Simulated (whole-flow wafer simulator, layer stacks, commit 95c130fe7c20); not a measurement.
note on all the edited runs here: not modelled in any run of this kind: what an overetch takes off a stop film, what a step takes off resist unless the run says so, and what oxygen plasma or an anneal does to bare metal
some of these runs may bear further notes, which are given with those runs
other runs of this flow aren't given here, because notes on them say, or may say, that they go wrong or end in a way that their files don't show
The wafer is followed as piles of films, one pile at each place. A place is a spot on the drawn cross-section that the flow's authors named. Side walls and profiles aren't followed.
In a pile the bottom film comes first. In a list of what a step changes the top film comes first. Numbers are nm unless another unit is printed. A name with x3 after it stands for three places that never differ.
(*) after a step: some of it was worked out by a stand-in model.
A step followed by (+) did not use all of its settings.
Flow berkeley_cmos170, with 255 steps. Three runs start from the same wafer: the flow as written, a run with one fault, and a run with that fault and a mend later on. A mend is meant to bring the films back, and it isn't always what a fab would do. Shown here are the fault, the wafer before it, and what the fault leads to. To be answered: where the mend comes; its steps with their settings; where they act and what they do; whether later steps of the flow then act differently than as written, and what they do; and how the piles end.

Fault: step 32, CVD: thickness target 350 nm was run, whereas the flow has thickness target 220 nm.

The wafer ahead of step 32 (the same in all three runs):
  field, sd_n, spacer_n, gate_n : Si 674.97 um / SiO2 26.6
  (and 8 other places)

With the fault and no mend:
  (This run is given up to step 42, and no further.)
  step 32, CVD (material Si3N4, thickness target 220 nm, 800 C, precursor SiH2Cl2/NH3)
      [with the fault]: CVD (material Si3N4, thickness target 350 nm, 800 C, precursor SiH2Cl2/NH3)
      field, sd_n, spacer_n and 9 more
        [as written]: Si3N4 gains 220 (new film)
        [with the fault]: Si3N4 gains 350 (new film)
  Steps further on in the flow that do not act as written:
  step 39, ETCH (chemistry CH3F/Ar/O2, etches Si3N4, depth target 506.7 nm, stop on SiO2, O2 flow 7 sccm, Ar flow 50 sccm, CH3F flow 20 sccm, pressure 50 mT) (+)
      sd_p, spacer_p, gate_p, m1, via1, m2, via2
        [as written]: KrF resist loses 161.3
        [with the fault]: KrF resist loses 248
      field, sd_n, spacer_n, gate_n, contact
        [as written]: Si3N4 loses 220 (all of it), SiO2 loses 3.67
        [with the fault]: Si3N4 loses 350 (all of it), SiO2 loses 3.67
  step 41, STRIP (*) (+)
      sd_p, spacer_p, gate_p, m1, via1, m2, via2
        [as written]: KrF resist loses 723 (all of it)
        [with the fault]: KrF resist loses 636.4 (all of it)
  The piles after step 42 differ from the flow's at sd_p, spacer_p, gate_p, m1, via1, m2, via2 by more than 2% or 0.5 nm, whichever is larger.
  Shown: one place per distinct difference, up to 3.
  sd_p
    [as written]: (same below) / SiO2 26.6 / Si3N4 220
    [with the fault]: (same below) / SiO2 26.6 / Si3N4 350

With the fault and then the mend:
  The mend follows step 32.
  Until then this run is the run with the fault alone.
  step 32a, ETCH (chemistry h3po4, depth target 130 nm)
      field, sd_n, spacer_n and 9 more
        Si3N4 loses 130
  Later steps of the flow that are run all act as written at every place that is followed.
  By the end, the piles equal the flow's at every place that both follow.
